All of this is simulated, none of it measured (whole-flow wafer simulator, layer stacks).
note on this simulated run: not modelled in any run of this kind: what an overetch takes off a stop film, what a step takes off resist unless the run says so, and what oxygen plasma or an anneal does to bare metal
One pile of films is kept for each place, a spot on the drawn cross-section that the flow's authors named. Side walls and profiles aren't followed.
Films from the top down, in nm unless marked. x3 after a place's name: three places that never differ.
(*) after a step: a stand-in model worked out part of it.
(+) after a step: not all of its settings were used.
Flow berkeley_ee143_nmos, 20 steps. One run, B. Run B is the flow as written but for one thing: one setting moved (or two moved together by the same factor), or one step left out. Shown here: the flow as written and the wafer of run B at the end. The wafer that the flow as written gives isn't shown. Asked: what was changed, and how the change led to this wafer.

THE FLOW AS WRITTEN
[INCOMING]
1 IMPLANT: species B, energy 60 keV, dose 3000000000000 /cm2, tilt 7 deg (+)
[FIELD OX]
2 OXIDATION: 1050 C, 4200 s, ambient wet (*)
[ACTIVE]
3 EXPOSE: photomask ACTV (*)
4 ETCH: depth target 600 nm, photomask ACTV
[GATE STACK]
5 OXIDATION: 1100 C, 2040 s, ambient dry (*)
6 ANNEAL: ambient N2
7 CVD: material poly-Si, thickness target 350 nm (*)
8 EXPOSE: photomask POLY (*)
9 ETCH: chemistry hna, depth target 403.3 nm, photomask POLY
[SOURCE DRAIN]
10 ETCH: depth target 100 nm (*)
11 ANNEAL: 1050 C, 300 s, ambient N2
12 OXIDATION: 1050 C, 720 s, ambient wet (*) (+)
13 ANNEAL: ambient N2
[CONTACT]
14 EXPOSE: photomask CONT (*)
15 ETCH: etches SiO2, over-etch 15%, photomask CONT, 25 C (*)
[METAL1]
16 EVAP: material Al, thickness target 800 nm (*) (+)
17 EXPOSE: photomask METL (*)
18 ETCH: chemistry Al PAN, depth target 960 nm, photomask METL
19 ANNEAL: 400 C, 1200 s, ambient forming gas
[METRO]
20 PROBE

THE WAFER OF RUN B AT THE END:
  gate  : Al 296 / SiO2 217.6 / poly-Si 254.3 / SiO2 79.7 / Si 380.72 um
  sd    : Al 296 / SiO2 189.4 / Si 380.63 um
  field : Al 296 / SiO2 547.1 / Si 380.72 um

The cause: step 18, ETCH: depth target 504 nm was run, where the flow has depth target 960 nm.

How the change led to this, step by step:
  18 ETCH: chemistry Al PAN, depth target 960 nm, photomask METL
      gate, sd, field: Al -504 (as written it would be: Al -800 (all of it))
Counting metal films that touch as one body, gate has 1 body; the flow as written gives 0 bodies.
Counting metal films that touch as one body, sd has 1 body; the flow as written gives 0 bodies.
Counting metal films that touch as one body, field has 1 body; the flow as written gives 0 bodies.
